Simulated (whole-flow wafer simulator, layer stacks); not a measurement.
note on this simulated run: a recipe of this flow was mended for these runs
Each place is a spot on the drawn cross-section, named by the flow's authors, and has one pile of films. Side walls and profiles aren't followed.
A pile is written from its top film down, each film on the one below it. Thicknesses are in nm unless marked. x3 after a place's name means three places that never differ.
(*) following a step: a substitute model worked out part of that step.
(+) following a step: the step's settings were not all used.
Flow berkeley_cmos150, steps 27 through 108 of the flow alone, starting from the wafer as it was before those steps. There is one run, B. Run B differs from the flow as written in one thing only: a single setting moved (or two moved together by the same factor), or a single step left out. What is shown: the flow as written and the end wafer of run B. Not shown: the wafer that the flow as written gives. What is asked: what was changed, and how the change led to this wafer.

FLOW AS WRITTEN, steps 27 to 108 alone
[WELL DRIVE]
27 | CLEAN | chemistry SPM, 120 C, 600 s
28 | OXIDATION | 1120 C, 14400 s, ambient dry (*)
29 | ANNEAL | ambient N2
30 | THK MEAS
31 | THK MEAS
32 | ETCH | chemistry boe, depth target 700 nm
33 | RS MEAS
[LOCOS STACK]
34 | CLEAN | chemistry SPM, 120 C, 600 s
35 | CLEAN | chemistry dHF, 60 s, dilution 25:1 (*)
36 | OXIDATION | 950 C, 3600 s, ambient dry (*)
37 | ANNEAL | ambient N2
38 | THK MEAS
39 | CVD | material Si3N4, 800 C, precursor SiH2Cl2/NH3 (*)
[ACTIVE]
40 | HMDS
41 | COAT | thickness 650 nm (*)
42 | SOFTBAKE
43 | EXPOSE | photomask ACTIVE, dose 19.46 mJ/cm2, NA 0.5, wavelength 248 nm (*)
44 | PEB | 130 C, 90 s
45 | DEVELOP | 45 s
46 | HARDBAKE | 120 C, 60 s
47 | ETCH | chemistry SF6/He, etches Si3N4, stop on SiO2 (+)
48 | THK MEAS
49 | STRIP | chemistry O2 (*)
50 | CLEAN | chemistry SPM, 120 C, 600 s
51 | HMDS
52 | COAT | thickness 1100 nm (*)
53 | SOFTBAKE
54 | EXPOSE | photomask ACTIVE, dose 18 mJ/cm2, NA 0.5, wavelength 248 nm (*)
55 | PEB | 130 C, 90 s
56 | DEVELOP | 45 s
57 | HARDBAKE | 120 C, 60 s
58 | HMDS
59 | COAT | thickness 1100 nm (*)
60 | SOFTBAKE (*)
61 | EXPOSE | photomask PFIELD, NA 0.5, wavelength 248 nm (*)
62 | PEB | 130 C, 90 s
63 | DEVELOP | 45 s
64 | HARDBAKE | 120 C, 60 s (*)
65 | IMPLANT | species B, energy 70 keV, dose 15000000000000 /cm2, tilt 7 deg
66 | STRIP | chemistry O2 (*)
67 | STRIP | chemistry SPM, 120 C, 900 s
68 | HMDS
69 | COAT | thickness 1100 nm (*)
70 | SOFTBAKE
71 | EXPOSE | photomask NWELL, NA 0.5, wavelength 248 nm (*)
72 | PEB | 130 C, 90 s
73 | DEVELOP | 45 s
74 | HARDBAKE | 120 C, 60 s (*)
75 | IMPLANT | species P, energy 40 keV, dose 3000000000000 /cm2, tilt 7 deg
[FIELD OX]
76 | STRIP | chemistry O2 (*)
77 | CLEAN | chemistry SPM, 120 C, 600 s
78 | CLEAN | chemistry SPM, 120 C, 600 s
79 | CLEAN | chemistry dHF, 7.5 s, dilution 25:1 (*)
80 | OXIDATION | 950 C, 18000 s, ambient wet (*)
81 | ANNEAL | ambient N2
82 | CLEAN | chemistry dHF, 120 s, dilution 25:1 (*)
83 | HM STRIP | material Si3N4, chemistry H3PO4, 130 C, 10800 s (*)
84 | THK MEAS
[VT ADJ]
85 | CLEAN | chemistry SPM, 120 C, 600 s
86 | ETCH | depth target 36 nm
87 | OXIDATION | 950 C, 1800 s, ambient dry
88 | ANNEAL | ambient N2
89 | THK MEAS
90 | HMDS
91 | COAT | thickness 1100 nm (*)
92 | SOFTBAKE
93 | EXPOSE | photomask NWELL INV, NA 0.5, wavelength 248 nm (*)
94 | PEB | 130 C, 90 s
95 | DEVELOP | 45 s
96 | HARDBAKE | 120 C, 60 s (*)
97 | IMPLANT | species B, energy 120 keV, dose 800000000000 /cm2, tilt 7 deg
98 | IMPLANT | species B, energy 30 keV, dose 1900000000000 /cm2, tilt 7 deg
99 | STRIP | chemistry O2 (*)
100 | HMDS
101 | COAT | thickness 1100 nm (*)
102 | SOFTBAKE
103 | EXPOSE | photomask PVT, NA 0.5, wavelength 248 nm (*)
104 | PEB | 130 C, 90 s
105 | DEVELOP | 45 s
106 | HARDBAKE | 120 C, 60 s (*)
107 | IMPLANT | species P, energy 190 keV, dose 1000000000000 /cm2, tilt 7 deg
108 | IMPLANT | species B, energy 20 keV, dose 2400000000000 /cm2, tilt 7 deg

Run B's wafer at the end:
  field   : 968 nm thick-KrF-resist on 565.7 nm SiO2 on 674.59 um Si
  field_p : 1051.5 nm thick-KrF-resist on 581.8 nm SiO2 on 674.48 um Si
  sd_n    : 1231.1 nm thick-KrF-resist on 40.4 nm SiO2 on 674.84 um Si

What caused this: step 32, ETCH: depth target 490 nm was run, whereas the flow has depth target 700 nm.

How this came from the change, step by step:
  32 | ETCH | chemistry boe, depth target 700 nm
      field_p, sd_p, gate_p: SiO2 loses 490 (in the flow as written it would be: SiO2 loses 555.5 (all of it))
  34 | CLEAN | chemistry SPM, 120 C, 600 s
      field_p, sd_p, gate_p: nothing (in the flow as written it would be: chemical SiO2 gains 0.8 (new film), Si loses 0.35)
  35 | CLEAN | chemistry dHF, 60 s, dilution 25:1 (*)
      field_p, sd_p, gate_p: SiO2 loses 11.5 (in the flow as written it would be: chemical SiO2 loses 0.8 (all of it))
  36 | OXIDATION | 950 C, 3600 s, ambient dry (*)
      field_p, sd_p, gate_p: SiO2 gains 16.7, Si loses 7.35 (in the flow as written it would be: SiO2 gains 31.5 (new film), Si loses 13.8)
  41 | COAT | thickness 650 nm (*)
      field: KrF-resist gains 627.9 (new film) (in the flow as written it would be: KrF-resist gains 646.4 (new film))
      field_p: KrF-resist gains 692.7 (new film) (in the flow as written it would be: KrF-resist gains 715.2 (new film))
      (and at 1 other place as well)
  45 | DEVELOP | 45 s
      field: KrF-resist loses 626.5 (all of it) (in the flow as written it would be: KrF-resist loses 645 (all of it))
      field_p: KrF-resist loses 691.2 (all of it) (in the flow as written it would be: KrF-resist loses 713.6 (all of it))
  46 | HARDBAKE | 120 C, 60 s
      sd_p: KrF-resist loses 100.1 (in the flow as written it would be: KrF-resist loses 102.4)
  49 | STRIP | chemistry O2 (*)
      sd_p: KrF-resist loses 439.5 (all of it) (in the flow as written it would be: KrF-resist loses 452.2 (all of it))
      gate_p: KrF-resist loses 437 (all of it) (in the flow as written it would be: KrF-resist loses 448.5 (all of it))
  52 | COAT | thickness 1100 nm (*)
      field_p: thick-KrF-resist gains 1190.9 (new film) (in the flow as written it would be: thick-KrF-resist gains 1219.5 (new film))
      sd_p: thick-KrF-resist gains 1088.5 (new film) (in the flow as written it would be: thick-KrF-resist gains 1111.6 (new film))
  56 | DEVELOP | 45 s
      field_p: thick-KrF-resist loses 1187.9 (all of it) (in the flow as written it would be: thick-KrF-resist loses 1216.4 (all of it))
  57 | HARDBAKE | 120 C, 60 s
      sd_p: thick-KrF-resist loses 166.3 (in the flow as written it would be: thick-KrF-resist loses 169.9)
  59 | COAT | thickness 1100 nm (*)
      field_p: thick-KrF-resist gains 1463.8 (new film) (in the flow as written it would be: thick-KrF-resist gains 1495 (new film))
  66 | STRIP | chemistry O2 (*)
      field_p: thick-KrF-resist loses 1446.7 (all of it) (in the flow as written it would be: thick-KrF-resist loses 1477.9 (all of it))
  69 | COAT | thickness 1100 nm (*)
      field_p: thick-KrF-resist gains 1190.9 (new film) (in the flow as written it would be: thick-KrF-resist gains 1219.5 (new film))
      sd_p: thick-KrF-resist gains 1088.5 (new film) (in the flow as written it would be: thick-KrF-resist gains 1111.6 (new film))
  73 | DEVELOP | 45 s
      field_p: thick-KrF-resist loses 1187.9 (all of it) (in the flow as written it would be: thick-KrF-resist loses 1216.4 (all of it))
      sd_p: thick-KrF-resist loses 1085.8 (all of it) (in the flow as written it would be: thick-KrF-resist loses 1108.9 (all of it))
  80 | OXIDATION | 950 C, 18000 s, ambient wet (*)
      gate_p: SiO2 gains 10.3 (new film), Si3N4 loses 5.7, SiO2 gains 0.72, Si loses 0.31 (in the flow as written it would be: SiO2 gains 10.3 (new film), Si3N4 loses 5.7)
      field_p: SiO2 gains 575, Si loses 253 (in the flow as written it would be: SiO2 gains 598.1, Si loses 263.2)
  ... 1 other step ...
  87 | OXIDATION | 950 C, 1800 s, ambient dry
      sd_p: SiO2 gains 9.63, Si loses 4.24 (in the flow as written it would be: SiO2 gains 20.4 (new film), Si loses 8.98)
      gate_p: SiO2 gains 9.58, Si loses 4.22 (in the flow as written it would be: SiO2 gains 20.4 (new film), Si loses 8.98)
